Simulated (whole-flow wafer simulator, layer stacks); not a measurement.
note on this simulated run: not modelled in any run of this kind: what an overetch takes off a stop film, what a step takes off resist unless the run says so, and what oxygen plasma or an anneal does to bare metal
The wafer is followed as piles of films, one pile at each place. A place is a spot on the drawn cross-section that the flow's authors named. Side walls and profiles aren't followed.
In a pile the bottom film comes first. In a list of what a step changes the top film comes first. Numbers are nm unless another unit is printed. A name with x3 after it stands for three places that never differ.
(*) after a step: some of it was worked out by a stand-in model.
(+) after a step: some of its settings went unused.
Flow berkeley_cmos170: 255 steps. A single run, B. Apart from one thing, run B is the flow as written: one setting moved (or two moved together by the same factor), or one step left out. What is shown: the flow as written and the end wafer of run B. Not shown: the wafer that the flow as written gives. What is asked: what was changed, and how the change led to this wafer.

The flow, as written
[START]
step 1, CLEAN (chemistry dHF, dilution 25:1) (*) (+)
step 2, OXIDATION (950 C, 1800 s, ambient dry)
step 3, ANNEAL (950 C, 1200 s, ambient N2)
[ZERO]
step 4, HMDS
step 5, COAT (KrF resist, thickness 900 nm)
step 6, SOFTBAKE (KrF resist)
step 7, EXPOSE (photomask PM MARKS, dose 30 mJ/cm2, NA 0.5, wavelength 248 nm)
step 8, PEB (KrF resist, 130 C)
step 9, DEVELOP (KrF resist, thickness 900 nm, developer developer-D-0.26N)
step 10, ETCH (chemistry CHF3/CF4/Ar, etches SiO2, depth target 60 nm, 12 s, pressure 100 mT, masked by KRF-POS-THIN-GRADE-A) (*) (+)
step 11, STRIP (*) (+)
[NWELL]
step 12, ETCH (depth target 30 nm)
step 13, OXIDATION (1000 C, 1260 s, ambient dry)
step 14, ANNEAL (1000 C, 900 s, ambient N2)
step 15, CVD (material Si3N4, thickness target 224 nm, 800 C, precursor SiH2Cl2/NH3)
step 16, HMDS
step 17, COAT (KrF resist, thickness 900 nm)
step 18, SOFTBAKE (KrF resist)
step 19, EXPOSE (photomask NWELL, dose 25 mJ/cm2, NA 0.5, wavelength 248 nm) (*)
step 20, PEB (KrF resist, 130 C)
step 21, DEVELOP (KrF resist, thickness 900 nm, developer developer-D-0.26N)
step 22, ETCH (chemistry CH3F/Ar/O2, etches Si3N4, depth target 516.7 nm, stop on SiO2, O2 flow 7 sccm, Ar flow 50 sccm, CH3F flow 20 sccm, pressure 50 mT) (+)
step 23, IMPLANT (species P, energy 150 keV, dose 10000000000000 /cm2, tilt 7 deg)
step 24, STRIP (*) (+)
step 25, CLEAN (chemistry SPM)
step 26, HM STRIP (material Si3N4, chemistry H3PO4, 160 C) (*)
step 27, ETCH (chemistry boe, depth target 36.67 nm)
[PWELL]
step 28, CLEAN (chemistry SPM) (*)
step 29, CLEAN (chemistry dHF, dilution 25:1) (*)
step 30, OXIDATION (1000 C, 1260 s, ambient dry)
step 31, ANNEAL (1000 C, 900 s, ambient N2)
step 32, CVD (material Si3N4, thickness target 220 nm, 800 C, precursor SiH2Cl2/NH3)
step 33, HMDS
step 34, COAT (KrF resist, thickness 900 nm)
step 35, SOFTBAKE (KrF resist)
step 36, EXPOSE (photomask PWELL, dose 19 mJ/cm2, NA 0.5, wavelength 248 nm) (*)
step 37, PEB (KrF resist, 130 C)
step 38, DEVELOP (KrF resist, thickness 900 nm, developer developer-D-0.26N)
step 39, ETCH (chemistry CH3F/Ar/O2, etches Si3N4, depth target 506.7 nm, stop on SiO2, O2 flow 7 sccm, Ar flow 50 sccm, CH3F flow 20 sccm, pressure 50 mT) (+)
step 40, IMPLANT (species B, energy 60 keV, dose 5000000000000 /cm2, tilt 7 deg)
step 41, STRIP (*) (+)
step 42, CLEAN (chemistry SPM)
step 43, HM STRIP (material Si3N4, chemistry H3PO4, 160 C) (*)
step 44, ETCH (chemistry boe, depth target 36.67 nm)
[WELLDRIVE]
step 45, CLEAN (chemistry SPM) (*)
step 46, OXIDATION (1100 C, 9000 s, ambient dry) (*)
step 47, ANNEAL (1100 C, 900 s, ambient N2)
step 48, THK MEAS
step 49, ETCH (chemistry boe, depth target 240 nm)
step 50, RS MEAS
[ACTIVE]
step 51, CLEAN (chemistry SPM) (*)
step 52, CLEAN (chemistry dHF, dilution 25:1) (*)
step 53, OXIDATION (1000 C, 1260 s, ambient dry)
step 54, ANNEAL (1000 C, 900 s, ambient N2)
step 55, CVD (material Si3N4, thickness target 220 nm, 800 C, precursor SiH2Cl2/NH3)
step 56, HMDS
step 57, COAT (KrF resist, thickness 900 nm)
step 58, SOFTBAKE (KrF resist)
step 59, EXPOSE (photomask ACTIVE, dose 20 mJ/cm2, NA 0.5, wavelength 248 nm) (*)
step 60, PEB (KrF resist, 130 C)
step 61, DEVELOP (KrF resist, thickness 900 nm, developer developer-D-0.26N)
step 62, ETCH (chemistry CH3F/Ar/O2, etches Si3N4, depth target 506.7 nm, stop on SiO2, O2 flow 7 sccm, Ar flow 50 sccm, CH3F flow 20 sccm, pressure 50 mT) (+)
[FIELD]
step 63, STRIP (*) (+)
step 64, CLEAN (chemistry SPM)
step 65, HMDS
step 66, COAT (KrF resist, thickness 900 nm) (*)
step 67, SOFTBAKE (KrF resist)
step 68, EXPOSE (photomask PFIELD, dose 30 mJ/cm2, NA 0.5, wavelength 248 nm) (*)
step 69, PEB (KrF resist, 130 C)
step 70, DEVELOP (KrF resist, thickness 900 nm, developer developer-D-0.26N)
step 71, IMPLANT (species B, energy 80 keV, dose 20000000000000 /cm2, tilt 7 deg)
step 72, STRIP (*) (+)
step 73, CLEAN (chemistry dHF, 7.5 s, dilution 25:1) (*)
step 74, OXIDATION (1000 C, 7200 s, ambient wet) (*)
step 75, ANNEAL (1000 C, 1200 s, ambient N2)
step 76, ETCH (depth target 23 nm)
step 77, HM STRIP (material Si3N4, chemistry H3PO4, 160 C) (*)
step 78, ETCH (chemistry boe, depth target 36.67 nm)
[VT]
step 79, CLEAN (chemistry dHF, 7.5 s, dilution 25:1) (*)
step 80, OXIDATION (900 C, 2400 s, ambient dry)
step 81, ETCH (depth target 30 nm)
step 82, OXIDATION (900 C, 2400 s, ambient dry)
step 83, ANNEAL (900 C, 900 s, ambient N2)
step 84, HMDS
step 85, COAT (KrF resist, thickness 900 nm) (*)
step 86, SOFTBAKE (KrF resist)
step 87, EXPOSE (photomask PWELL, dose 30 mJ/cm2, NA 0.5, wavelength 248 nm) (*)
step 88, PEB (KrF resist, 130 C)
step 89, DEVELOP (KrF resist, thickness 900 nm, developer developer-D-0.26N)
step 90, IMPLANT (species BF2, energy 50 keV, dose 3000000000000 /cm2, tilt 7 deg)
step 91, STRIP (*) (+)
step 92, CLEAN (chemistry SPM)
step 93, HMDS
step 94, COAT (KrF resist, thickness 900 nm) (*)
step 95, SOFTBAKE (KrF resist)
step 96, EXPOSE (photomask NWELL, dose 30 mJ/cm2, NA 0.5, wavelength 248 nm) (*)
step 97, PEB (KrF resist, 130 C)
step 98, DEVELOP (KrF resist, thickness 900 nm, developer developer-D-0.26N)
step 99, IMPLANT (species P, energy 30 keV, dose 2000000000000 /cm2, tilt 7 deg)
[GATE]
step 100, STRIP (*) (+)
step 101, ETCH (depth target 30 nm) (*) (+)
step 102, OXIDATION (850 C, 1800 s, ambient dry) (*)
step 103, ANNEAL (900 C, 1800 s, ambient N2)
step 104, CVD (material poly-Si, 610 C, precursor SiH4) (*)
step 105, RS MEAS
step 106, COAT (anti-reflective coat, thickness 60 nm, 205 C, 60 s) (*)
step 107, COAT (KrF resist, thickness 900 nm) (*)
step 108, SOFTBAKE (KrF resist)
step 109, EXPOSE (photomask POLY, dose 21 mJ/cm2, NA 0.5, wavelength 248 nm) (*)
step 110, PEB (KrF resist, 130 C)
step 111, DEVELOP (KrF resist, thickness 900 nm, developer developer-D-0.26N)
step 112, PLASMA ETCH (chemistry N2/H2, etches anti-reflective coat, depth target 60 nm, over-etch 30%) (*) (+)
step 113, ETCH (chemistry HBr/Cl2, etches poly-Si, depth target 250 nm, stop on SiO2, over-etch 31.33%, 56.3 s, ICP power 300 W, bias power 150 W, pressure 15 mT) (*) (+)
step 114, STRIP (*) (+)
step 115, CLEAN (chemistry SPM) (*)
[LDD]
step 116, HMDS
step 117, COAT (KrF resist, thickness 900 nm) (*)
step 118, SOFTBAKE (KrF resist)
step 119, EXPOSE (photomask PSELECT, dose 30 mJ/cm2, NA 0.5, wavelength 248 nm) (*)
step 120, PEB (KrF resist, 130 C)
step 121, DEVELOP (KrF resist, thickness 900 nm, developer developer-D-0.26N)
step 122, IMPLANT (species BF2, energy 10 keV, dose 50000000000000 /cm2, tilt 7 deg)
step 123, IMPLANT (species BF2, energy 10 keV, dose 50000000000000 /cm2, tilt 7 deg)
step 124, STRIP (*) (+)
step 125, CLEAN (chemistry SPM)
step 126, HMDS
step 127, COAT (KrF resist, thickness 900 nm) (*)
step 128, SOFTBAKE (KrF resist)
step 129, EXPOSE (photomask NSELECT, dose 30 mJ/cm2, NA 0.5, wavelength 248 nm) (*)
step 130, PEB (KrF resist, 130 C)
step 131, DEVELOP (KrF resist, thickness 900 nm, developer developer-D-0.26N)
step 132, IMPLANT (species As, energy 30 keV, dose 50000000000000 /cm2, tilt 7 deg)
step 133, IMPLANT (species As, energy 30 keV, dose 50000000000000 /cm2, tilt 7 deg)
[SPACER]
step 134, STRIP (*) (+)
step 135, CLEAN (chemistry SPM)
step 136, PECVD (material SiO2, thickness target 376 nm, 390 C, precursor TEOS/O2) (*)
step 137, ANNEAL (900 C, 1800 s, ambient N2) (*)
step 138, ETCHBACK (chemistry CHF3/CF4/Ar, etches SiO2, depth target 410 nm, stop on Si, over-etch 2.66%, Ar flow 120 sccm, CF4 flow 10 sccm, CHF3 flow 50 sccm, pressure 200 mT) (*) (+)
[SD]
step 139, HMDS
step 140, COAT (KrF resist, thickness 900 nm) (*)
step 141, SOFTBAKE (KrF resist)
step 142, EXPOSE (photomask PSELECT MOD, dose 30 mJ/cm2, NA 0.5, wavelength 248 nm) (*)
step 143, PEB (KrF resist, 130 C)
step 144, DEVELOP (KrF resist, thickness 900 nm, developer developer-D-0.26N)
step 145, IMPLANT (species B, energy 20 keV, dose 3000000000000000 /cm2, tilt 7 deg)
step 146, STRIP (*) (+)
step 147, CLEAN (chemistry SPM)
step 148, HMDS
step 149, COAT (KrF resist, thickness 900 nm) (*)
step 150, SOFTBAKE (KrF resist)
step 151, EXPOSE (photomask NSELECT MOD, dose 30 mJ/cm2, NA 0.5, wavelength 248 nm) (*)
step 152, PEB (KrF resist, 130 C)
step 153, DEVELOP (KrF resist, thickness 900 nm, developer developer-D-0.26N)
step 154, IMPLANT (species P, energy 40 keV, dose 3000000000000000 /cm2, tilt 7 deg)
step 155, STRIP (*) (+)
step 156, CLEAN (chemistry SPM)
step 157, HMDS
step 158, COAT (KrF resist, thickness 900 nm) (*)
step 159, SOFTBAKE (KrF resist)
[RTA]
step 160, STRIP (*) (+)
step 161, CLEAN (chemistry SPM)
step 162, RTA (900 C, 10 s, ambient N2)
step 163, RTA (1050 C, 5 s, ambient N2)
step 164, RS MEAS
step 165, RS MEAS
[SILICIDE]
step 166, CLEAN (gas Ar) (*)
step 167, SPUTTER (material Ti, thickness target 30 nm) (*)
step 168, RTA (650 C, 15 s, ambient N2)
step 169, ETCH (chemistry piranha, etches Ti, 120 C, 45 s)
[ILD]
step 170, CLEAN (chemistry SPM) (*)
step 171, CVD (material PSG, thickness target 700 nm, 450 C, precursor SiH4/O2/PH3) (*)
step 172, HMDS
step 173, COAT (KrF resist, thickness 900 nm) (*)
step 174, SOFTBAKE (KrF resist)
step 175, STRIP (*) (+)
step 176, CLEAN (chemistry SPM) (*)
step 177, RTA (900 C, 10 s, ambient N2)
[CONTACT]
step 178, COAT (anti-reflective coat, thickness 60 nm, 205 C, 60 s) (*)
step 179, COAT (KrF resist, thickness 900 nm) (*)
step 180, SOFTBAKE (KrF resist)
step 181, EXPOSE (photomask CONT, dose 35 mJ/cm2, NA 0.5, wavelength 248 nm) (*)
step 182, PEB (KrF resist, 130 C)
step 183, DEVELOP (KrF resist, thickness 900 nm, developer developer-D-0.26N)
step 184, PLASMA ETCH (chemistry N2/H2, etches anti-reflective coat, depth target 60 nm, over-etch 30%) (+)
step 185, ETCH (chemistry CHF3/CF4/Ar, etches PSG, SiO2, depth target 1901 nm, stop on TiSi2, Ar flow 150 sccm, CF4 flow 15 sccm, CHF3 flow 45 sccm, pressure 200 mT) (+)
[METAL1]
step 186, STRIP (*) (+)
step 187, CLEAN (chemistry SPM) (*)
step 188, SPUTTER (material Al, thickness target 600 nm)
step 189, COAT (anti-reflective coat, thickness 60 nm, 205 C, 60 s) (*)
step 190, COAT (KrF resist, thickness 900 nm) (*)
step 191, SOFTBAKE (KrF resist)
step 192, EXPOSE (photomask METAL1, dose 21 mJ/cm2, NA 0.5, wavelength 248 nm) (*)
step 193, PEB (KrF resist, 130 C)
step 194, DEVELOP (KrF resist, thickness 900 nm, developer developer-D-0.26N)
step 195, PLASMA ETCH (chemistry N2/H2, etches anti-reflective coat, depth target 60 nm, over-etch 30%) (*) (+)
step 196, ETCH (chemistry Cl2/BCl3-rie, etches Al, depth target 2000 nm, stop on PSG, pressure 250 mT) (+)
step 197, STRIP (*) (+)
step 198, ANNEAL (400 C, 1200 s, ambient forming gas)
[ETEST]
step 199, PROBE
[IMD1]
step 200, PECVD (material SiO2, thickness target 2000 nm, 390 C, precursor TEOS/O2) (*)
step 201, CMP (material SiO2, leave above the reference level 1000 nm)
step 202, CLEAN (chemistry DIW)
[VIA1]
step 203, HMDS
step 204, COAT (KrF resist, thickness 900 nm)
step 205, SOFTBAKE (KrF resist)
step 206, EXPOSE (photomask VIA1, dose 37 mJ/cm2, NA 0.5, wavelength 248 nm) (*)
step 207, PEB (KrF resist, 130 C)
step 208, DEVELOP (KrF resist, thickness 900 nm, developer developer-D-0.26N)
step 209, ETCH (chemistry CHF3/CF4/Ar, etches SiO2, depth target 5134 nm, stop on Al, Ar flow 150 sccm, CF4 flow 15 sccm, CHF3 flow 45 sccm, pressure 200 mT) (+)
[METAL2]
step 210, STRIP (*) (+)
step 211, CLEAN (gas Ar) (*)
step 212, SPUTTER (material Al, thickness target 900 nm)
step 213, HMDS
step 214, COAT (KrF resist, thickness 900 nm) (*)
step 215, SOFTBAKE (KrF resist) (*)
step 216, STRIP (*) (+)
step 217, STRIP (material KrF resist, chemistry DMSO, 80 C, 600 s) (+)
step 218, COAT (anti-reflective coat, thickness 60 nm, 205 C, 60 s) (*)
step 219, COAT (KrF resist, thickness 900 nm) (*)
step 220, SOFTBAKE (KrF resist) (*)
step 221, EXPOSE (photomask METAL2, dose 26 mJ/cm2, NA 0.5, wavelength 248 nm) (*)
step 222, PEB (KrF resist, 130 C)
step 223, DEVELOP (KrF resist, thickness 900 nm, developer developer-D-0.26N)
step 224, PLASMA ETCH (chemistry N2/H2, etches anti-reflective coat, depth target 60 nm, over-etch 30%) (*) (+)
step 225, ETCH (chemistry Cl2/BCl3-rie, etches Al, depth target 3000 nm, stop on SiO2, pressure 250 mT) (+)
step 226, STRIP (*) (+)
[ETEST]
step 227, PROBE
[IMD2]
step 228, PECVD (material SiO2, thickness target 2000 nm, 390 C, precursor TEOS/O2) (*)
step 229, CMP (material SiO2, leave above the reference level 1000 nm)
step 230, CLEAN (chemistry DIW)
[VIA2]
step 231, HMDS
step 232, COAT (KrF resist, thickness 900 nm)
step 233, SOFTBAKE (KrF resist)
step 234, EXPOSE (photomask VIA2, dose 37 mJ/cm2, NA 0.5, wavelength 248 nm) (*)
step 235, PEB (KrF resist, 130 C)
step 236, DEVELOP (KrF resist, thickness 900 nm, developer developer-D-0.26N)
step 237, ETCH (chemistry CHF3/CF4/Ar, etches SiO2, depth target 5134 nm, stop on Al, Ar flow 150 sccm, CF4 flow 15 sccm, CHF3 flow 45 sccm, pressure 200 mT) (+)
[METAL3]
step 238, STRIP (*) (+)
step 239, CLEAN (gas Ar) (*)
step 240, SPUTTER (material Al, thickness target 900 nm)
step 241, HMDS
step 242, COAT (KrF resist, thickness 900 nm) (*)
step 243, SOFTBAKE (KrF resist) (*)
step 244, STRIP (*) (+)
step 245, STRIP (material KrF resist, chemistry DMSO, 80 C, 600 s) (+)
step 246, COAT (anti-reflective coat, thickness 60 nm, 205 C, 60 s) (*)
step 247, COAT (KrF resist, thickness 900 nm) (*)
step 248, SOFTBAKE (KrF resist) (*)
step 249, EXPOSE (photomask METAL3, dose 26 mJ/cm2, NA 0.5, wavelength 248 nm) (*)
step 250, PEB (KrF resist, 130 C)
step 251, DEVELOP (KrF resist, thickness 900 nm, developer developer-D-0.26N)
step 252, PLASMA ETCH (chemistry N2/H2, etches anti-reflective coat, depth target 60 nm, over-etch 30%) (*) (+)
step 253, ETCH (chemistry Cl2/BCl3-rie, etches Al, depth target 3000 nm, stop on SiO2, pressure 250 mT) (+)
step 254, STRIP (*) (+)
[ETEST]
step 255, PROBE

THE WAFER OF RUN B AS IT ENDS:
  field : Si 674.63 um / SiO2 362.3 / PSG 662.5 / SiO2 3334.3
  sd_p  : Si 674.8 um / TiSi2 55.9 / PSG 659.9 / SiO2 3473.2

The reason: step 78, ETCH: depth target 55 nm was run, while the flow as written has depth target 36.67 nm.

How this came from the change, step by step:
  step 78, ETCH (chemistry boe, depth target 36.67 nm)
      field: -55 SiO2 (it would be, as written: -36.7 SiO2)
  step 106, COAT (anti-reflective coat, thickness 60 nm, 205 C, 60 s) (*)
      sd_n: +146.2 anti-reflective coat (new film) (it would be, as written: +158.6 anti-reflective coat (new film))
      spacer_n: +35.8 anti-reflective coat (new film) (it would be, as written: +31.5 anti-reflective coat (new film))
      (as well as at 6 more places)
  step 112, PLASMA ETCH (chemistry N2/H2, etches anti-reflective coat, depth target 60 nm, over-etch 30%) (*) (+)
      sd_n: -146.2 anti-reflective coat (all of it), -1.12 poly-Si (it would be, as written: -158.6 anti-reflective coat (all of it), -1.22 poly-Si)
      spacer_n: -35.8 anti-reflective coat (all of it), -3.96 poly-Si (it would be, as written: -31.5 anti-reflective coat (all of it), -4.48 poly-Si)
      (as well as at 4 more places)
  step 114, STRIP (*) (+)
      gate_n: +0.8 chemical SiO2 (new film), -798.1 KrF resist (all of it), -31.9 anti-reflective coat (all of it), -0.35 poly-Si (it would be, as written: +0.8 chemical SiO2 (new film), -812.6 KrF resist (all of it), -27.3 anti-reflective coat (all of it), -0.35 poly-Si)
      gate_p: +0.8 chemical SiO2 (new film), -772.7 KrF resist (all of it), -32.8 anti-reflective coat (all of it), -0.35 poly-Si (it would be, as written: +0.8 chemical SiO2 (new film), -782.1 KrF resist (all of it), -29.6 anti-reflective coat (all of it), -0.35 poly-Si)
  step 178, COAT (anti-reflective coat, thickness 60 nm, 205 C, 60 s) (*)
      sd_n: +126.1 anti-reflective coat (new film) (it would be, as written: +135.1 anti-reflective coat (new film))
      gate_n: +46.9 anti-reflective coat (new film) (it would be, as written: +48.3 anti-reflective coat (new film))
      (as well as at 3 more places)
  step 186, STRIP (*) (+)
      sd_n: -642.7 KrF resist (all of it), -126.1 anti-reflective coat (all of it) (it would be, as written: -643.8 KrF resist (all of it), -135.1 anti-reflective coat (all of it))
      gate_n: -544.7 KrF resist (all of it), -46.9 anti-reflective coat (all of it) (it would be, as written: -553.1 KrF resist (all of it), -48.3 anti-reflective coat (all of it))
      (as well as at 3 more places)
  step 189, COAT (anti-reflective coat, thickness 60 nm, 205 C, 60 s) (*)
      gate_n: +47 anti-reflective coat (new film) (it would be, as written: +48 anti-reflective coat (new film))
      sd_p: +84.6 anti-reflective coat (new film) (it would be, as written: +86.5 anti-reflective coat (new film))
      (as well as at 2 more places)
  step 195, PLASMA ETCH (chemistry N2/H2, etches anti-reflective coat, depth target 60 nm, over-etch 30%) (*) (+)
      contact, m1, via1, m2, via2: -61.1 KrF resist (it would be, as written: -62.5 KrF resist)
      gate_n: -47 anti-reflective coat (all of it) (it would be, as written: -48 anti-reflective coat (all of it))
      (as well as at 1 more place)
  step 197, STRIP (*) (+)
      m1: -400 KrF resist (all of it), -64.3 anti-reflective coat (all of it) (it would be, as written: -404.7 KrF resist (all of it), -63 anti-reflective coat (all of it))
      m2: -406.8 KrF resist (all of it), -63.4 anti-reflective coat (all of it) (it would be, as written: -412.9 KrF resist (all of it), -61.1 anti-reflective coat (all of it))
  step 201, CMP (material SiO2, leave above the reference level 1000 nm)
      field: -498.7 SiO2 (it would be, as written: -517 SiO2)
